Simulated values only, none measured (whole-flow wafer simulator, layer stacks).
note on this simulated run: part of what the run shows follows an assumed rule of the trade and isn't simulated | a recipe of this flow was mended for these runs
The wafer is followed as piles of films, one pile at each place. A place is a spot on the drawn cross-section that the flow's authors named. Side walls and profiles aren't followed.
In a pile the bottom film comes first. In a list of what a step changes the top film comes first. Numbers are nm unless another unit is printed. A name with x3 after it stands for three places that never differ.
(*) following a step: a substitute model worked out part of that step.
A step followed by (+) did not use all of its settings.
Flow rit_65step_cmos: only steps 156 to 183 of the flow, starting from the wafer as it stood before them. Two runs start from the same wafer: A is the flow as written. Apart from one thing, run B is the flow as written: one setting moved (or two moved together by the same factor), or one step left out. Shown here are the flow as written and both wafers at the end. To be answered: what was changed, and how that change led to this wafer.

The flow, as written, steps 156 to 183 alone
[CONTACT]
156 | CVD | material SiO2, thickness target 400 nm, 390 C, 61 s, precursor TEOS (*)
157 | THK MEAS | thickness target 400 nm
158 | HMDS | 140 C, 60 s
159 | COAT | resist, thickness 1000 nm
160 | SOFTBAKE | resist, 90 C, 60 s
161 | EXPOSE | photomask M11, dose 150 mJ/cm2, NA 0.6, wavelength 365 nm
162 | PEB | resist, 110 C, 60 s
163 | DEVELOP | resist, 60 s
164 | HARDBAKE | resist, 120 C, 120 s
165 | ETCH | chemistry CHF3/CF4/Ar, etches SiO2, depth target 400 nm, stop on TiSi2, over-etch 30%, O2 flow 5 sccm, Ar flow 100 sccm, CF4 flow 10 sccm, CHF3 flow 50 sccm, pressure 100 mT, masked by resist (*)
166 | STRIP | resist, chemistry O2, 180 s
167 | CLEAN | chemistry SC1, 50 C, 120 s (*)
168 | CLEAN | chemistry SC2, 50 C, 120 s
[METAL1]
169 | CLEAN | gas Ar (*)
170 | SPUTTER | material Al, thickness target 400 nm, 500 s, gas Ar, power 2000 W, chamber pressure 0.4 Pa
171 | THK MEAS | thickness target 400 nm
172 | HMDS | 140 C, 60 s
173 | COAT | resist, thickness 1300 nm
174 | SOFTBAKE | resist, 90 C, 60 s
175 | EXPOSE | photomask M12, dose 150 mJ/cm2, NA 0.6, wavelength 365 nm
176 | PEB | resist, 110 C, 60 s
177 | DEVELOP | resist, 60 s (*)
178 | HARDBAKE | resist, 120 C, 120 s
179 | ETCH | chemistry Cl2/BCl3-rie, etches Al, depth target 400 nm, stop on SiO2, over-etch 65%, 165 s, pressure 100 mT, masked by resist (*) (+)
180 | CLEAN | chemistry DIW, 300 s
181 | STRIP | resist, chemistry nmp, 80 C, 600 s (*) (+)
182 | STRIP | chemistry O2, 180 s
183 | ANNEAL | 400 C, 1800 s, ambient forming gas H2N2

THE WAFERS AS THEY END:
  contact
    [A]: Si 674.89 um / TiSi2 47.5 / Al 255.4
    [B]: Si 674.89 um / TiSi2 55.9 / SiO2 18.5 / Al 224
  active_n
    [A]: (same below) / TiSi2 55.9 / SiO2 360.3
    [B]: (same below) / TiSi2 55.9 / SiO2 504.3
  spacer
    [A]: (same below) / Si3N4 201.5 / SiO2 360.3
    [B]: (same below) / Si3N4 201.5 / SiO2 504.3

The reason: step 156, CVD: thickness target 544 nm was run, while the flow as written has thickness target 400 nm; step 156, CVD: 83 s was run, where the flow has 61 s.

How this came from the change, step by step:
  156 | CVD | material SiO2, thickness target 400 nm, 390 C, 61 s, precursor TEOS (*)
      active_n, active_p, gate_n and 7 more: A +400 SiO2 (new film) | B +544 SiO2 (new film)
      field, field_pw, field_nw, field_p: A +400 SiO2 | B +544 SiO2
  165 | ETCH | chemistry CHF3/CF4/Ar, etches SiO2, depth target 400 nm, stop on TiSi2, over-etch 30%, O2 flow 5 sccm, Ar flow 100 sccm, CF4 flow 10 sccm, CHF3 flow 50 sccm, pressure 100 mT, masked by resist (*)
      contact: A -400 SiO2 (all of it), -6 TiSi2 | B -520 SiO2
  169 | CLEAN | gas Ar (*)
      contact: A -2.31 TiSi2 | B -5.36 SiO2
  170 | SPUTTER | material Al, thickness target 400 nm, 500 s, gas Ar, power 2000 W, chamber pressure 0.4 Pa
      contact: A +255.4 Al (new film) | B +224 Al (new film)
  173 | COAT | resist, thickness 1300 nm
      contact: A +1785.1 resist (new film) | B +1912.9 resist (new film)
  176 | PEB | resist, 110 C, 60 s
      contact: A -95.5 resist | B -102.8 resist
  178 | HARDBAKE | resist, 120 C, 120 s
      contact: A -62.1 resist | B -67.2 resist
  181 | STRIP | resist, chemistry nmp, 80 C, 600 s (*) (+)
      contact: A -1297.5 resist (all of it) | B -1412.9 resist (all of it)
